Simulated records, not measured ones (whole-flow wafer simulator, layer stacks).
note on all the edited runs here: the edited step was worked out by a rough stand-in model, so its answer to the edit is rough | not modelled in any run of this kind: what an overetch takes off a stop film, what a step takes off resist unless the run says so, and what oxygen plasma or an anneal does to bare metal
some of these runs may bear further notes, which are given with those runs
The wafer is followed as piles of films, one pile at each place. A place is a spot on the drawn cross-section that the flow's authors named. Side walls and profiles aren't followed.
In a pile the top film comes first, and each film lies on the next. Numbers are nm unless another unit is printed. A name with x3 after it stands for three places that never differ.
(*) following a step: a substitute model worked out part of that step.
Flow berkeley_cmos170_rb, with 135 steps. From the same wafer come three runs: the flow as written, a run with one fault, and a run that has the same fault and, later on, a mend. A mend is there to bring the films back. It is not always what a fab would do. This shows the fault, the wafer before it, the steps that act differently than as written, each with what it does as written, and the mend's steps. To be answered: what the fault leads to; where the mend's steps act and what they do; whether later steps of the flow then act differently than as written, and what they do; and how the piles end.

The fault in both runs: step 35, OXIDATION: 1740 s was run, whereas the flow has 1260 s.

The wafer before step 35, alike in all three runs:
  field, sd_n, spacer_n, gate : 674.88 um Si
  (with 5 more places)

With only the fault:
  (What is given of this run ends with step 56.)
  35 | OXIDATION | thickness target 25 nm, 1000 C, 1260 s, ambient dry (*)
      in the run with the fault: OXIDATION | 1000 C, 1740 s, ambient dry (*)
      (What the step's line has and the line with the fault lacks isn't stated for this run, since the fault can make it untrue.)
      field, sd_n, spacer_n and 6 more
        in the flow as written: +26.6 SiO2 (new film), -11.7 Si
        in the run with the fault: +31.6 SiO2 (new film), -13.9 Si
  Later steps of the flow acting differently than as written:
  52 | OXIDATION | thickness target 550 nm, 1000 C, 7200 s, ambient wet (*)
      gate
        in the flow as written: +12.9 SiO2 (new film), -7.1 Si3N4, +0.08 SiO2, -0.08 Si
        in the run with the fault: +12.9 SiO2 (new film), -7.1 Si3N4
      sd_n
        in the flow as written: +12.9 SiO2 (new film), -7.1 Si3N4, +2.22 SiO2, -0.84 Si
        in the run with the fault: +12.9 SiO2 (new film), -7.1 Si3N4, +4.18 SiO2, -1.67 Si
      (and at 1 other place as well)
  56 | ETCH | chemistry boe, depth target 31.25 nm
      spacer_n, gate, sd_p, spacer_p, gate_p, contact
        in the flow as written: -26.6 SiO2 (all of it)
        in the run with the fault: -31.2 SiO2
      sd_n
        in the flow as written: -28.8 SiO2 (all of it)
        in the run with the fault: -31.2 SiO2
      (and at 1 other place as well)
  The piles after step 56 differ from the flow's at sd_n, sd_p, m1 by more than 2% or 0.5 nm, whichever is larger.
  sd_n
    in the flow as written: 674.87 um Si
    in the run with the fault: 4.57 nm SiO2 on 674.87 um Si
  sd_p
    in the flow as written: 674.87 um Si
    in the run with the fault: 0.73 nm SiO2 on 674.87 um Si
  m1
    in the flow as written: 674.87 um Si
    in the run with the fault: 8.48 nm SiO2 on 674.86 um Si

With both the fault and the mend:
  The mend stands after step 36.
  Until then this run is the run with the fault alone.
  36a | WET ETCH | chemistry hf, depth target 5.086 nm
      field, sd_n, spacer_n and 6 more
        -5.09 SiO2
  Every later step of the flow that is run acts as written, at every place that is followed, to within 2% or 0.5 nm, whichever is larger.
  When the end is reached, the piles differ only a little from the flow's at the places that both follow, at most by 2% or 0.5 nm, whichever is larger.
